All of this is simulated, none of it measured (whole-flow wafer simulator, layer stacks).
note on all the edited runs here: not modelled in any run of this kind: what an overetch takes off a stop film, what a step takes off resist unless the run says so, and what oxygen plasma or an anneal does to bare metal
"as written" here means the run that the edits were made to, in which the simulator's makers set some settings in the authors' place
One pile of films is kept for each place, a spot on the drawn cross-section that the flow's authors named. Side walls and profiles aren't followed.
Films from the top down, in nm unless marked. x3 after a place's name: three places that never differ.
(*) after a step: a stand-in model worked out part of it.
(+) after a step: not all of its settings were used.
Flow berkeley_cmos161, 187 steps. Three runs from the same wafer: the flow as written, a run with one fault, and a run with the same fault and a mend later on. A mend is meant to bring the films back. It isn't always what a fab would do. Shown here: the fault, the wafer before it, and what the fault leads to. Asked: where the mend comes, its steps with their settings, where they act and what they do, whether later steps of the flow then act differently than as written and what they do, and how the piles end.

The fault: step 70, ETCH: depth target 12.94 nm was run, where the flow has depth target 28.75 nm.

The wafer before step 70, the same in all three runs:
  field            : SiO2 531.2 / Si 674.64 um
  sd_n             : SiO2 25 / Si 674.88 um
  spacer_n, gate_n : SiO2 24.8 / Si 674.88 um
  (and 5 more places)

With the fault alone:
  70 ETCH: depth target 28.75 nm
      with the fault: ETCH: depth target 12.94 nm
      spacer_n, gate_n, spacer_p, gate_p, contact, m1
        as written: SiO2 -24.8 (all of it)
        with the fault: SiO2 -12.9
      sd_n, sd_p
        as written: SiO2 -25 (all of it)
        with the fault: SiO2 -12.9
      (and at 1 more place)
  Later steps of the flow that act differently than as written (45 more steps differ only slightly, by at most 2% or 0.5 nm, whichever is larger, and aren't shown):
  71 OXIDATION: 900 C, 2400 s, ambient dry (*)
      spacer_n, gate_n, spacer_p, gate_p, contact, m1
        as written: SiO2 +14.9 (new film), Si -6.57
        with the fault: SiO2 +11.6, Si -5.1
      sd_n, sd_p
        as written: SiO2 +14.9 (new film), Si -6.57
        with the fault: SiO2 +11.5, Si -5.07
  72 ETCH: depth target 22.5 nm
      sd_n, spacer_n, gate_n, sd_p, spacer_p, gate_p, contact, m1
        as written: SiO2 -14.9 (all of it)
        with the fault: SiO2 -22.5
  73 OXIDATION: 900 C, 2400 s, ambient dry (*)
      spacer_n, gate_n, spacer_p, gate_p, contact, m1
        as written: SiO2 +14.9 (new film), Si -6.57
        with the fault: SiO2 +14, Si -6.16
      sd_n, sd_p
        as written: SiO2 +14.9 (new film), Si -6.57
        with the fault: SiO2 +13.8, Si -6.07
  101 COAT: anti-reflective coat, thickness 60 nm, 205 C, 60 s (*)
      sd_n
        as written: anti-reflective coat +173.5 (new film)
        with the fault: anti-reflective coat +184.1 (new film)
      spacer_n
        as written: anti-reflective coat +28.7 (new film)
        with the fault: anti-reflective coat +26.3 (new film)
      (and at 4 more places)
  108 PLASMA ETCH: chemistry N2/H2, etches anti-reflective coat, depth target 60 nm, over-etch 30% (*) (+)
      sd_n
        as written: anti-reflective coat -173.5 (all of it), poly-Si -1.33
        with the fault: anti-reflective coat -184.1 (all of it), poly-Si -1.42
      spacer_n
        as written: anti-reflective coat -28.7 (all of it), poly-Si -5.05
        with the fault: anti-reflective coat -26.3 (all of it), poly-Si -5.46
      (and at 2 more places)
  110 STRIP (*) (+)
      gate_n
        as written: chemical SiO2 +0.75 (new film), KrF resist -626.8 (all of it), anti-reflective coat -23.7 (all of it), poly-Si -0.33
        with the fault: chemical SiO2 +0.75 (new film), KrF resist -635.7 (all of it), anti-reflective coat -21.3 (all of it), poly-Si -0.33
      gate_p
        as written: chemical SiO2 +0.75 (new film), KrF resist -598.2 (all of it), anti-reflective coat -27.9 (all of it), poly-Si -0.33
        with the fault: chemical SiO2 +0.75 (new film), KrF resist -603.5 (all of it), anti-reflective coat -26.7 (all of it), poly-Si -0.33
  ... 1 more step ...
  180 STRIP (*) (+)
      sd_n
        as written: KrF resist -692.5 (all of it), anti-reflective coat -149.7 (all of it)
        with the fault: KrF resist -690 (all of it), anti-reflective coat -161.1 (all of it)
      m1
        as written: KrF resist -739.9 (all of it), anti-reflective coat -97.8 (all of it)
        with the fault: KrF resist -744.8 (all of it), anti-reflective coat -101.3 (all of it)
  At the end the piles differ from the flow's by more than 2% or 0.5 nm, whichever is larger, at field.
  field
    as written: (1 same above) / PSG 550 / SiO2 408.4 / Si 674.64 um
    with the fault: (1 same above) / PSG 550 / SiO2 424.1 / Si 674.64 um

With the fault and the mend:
  The mend comes after step 70.
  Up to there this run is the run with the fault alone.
  70a ETCH: depth target 15.81 nm (the flow's step 70 once more, with other settings)
      spacer_n, gate_n, spacer_p, gate_p, contact, m1
        SiO2 -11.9 (all of it)
      sd_n, sd_p
        SiO2 -12.1 (all of it)
      field
        SiO2 -15.8
  No later step of the flow acts differently than as written at any place that is followed.
  At the end the piles are the same as the flow's at every place that both follow.
